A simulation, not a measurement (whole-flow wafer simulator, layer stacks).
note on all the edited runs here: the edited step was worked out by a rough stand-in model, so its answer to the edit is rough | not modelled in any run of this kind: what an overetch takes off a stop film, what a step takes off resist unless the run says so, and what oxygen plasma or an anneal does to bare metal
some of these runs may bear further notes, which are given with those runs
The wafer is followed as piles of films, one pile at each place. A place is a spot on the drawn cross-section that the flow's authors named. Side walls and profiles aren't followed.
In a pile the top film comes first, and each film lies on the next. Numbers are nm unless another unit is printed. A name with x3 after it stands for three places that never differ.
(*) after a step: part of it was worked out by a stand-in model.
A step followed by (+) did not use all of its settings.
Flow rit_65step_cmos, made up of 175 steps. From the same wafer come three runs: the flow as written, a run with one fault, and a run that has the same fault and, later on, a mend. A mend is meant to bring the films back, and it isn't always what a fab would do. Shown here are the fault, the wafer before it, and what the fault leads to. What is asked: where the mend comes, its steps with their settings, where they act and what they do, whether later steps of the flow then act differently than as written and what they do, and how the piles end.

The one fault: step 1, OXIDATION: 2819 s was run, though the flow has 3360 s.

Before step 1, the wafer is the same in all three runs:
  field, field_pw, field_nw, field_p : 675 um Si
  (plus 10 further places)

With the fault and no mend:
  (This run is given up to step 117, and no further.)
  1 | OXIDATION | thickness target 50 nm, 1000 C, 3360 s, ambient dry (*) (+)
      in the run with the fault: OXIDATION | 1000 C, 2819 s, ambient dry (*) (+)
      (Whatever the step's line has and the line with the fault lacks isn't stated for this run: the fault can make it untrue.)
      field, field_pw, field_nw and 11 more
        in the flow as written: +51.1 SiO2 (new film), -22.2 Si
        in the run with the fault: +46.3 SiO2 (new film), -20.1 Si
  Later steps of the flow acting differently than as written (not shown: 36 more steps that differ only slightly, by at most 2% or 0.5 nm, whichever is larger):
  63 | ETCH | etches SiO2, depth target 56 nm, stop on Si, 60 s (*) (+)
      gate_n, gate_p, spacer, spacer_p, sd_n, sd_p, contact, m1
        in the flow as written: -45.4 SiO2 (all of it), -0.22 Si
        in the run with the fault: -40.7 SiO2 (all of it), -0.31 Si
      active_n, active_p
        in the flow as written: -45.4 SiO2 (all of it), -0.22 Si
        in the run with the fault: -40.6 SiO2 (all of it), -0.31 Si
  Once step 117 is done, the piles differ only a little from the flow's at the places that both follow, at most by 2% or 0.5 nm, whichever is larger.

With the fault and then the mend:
  The mend follows step 2.
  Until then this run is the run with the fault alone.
  2a | ETCH | depth target 53 nm, 21.5 C, 59 s
      field, field_pw, field_nw and 11 more
        -46.3 SiO2 (all of it)
  2b | CLEAN | chemistry SC2, 75 C, 600 s
      field, field_pw, field_nw and 11 more
        +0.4 chemical SiO2 (new film), -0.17 Si
  2c | OXIDATION | 1000 C, 3360 s, ambient dry (*) (a further turn of the flow's step 1, with different settings)
      field, field_pw, field_nw and 11 more
        +51 SiO2 (new film), -0.4 chemical SiO2 (all of it), -22.3 Si
  Later steps of the flow acting differently than as written (not shown: 17 more steps that differ only slightly, by at most 2% or 0.5 nm, whichever is larger):
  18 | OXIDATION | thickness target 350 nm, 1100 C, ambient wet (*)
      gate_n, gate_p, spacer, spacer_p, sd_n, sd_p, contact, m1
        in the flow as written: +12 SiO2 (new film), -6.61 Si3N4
        in the run with the mend: +12 SiO2 (new film), -6.61 Si3N4, +0.03 SiO2
  When the end is reached, the piles differ only a little from the flow's at the places that both follow, at most by 2% or 0.5 nm, whichever is larger.
